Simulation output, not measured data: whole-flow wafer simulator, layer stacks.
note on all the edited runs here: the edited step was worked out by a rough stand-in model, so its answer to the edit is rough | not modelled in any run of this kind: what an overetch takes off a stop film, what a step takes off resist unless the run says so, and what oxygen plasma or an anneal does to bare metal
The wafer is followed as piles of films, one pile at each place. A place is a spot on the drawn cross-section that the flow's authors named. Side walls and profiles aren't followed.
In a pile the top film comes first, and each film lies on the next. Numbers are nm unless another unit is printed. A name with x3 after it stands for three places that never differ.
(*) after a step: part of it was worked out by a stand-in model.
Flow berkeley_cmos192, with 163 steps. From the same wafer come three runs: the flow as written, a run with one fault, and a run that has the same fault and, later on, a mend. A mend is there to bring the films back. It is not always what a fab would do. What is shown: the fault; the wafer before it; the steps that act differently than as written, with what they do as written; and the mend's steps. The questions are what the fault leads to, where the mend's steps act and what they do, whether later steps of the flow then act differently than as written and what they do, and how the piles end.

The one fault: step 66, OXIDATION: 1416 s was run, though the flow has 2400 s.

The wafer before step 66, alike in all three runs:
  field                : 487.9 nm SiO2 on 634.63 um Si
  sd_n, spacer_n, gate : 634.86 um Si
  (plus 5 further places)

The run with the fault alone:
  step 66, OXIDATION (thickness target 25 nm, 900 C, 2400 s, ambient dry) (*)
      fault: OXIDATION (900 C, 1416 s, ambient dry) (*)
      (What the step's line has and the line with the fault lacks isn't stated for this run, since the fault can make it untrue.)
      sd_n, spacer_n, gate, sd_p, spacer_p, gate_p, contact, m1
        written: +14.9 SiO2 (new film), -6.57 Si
        fault: +10.7 SiO2 (new film), -4.71 Si
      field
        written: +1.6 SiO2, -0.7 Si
        fault: +0.94 SiO2, -0.41 Si
  Steps later in the flow that act otherwise than as written (not shown: 37 more steps that differ only slightly, by at most 2% or 0.5 nm, whichever is larger):
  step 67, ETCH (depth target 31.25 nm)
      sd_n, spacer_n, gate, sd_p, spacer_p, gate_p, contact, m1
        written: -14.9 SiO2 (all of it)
        fault: -10.7 SiO2 (all of it)
  When the end is reached, the piles differ only a little from the flow's at the places that both follow, at most by 2% or 0.5 nm, whichever is larger.

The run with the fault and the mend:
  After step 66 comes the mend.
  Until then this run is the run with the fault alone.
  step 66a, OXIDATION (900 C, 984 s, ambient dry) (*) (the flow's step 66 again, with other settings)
      sd_n, spacer_n, gate, sd_p, spacer_p, gate_p, contact, m1
        +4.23 SiO2, -1.86 Si
      field
        +0.65 SiO2, -0.29 Si
  None of the later steps of the flow acts differently than as written at any place that is followed.
  By the end, the piles equal the flow's at every place that both follow.
